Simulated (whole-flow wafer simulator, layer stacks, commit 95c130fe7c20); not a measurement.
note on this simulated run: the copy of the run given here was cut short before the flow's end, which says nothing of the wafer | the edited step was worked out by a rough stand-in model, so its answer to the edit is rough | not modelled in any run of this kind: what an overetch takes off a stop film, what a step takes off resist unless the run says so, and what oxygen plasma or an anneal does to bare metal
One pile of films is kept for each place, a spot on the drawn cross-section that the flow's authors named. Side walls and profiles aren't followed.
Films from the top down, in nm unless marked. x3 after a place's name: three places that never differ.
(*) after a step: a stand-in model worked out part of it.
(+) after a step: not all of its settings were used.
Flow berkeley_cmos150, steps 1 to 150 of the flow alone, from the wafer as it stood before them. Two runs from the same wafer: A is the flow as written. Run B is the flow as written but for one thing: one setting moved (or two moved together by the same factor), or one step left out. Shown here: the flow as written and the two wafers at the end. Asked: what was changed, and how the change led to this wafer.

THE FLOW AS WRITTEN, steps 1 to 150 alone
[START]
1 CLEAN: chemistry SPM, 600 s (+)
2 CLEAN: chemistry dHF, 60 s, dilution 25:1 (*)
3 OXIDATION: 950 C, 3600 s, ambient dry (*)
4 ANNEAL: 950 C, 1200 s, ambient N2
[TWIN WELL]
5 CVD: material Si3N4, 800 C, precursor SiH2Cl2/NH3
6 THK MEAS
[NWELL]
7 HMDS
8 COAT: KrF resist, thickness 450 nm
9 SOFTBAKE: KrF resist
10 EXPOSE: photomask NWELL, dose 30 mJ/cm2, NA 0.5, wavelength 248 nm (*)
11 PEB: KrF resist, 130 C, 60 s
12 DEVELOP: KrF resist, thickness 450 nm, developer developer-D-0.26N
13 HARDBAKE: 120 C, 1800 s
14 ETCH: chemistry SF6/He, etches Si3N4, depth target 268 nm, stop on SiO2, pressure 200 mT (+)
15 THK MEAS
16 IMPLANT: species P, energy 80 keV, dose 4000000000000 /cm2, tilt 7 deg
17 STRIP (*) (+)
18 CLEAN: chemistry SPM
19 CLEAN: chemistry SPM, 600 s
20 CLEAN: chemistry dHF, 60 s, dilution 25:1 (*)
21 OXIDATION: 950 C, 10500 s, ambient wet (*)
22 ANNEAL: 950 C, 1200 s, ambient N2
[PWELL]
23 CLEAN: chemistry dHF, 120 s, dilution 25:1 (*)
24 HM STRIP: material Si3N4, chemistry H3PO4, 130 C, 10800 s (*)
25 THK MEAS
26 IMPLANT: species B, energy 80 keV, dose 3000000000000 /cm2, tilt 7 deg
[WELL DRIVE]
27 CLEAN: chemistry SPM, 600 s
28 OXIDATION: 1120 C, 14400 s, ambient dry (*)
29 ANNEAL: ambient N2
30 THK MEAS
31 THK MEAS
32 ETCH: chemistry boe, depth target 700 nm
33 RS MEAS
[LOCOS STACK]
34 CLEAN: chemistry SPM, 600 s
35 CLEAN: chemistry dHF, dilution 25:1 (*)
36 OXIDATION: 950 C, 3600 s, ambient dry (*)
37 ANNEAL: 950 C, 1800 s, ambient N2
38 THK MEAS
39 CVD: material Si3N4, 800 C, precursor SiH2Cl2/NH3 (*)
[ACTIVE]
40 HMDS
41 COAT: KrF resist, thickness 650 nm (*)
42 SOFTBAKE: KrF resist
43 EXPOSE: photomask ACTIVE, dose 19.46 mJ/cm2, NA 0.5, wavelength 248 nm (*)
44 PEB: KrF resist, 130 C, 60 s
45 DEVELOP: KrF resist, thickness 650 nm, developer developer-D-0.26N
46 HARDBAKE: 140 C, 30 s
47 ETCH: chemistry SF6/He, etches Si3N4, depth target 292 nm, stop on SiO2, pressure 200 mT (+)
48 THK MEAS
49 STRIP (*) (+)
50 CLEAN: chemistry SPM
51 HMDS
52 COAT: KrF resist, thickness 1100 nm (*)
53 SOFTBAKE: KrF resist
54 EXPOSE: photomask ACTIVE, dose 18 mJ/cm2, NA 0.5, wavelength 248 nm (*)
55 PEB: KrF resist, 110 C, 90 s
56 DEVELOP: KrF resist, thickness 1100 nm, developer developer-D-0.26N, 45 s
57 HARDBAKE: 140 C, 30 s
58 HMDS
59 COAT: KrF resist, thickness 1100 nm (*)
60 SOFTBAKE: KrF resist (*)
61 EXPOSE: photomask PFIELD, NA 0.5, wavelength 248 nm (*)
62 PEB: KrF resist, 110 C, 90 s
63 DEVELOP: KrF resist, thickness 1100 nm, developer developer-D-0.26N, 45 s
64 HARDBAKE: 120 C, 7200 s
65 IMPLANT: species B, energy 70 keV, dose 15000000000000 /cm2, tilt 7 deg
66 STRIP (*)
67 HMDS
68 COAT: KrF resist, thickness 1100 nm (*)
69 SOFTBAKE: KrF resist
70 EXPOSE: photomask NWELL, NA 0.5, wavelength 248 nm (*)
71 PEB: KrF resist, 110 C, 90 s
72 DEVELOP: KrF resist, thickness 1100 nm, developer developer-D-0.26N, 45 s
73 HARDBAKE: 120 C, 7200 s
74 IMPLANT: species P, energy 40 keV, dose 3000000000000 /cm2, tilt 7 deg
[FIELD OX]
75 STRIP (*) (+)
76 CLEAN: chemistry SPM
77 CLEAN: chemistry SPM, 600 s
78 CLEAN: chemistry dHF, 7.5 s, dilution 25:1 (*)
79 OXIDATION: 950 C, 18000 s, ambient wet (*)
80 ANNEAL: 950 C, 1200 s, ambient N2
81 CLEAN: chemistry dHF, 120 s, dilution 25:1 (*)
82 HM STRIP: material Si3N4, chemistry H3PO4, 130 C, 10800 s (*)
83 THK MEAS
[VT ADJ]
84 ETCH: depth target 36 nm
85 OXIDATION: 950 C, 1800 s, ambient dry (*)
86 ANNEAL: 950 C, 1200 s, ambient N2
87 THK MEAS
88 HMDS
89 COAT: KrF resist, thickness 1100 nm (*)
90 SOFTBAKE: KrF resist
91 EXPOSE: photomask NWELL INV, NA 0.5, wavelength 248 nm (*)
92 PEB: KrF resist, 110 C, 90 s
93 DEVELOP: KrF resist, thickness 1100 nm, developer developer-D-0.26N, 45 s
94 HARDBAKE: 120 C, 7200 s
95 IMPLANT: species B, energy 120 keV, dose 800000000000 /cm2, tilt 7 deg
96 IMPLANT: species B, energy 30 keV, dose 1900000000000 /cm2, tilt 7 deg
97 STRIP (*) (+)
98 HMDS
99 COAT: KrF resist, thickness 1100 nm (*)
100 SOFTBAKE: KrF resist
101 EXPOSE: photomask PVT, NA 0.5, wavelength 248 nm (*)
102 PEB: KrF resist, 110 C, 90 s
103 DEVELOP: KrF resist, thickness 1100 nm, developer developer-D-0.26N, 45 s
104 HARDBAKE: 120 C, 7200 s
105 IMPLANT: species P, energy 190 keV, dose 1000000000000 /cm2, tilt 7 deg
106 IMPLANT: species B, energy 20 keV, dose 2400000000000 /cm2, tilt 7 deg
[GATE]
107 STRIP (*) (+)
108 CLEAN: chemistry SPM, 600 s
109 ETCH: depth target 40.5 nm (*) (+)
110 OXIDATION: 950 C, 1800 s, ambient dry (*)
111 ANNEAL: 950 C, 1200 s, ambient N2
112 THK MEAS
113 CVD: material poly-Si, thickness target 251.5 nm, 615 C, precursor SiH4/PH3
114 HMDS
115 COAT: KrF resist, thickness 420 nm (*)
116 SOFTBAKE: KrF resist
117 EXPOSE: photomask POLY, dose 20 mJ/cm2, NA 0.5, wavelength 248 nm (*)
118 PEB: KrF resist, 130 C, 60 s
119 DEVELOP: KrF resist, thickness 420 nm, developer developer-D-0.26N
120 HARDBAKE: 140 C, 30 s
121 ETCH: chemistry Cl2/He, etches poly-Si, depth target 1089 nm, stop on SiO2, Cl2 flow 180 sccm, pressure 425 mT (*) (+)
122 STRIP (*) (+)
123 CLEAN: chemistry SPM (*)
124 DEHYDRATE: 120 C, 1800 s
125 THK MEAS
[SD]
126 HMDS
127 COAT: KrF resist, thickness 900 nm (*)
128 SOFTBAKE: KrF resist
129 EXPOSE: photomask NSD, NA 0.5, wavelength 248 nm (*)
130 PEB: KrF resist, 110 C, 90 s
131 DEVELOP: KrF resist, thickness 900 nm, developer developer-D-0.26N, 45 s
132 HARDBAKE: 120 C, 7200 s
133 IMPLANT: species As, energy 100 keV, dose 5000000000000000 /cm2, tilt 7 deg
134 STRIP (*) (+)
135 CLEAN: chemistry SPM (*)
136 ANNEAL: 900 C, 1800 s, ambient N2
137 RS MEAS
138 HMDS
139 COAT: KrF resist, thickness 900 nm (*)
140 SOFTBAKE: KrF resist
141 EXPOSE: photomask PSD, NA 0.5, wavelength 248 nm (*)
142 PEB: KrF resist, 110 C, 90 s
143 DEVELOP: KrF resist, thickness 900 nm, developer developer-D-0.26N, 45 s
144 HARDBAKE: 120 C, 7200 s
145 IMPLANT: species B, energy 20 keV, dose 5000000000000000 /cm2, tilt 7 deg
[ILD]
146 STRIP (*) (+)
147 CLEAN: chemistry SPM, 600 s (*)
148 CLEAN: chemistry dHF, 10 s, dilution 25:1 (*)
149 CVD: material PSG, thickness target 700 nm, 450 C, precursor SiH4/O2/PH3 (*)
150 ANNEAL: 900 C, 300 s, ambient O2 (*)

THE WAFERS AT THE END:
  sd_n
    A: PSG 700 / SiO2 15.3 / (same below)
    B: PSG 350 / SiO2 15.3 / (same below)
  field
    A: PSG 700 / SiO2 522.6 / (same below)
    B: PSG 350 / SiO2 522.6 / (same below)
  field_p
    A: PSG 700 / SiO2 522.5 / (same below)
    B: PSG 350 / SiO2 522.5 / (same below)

The cause: step 149, CVD: thickness target 350 nm was run, where the flow has thickness target 700 nm.
It can be read off the wafer: sd_n has PSG 350, and step 149 as written asks for 700 nm.

How the change led to this, step by step:
  149 CVD: material PSG, thickness target 700 nm, 450 C, precursor SiH4/O2/PH3 (*)
      field, field_p, sd_n, gate_n, gate_p, contact, m1: A PSG +700 (new film) | B PSG +350 (new film)
      sd_p: A PSG +639.5 (new film) | B PSG +324.8 (new film)
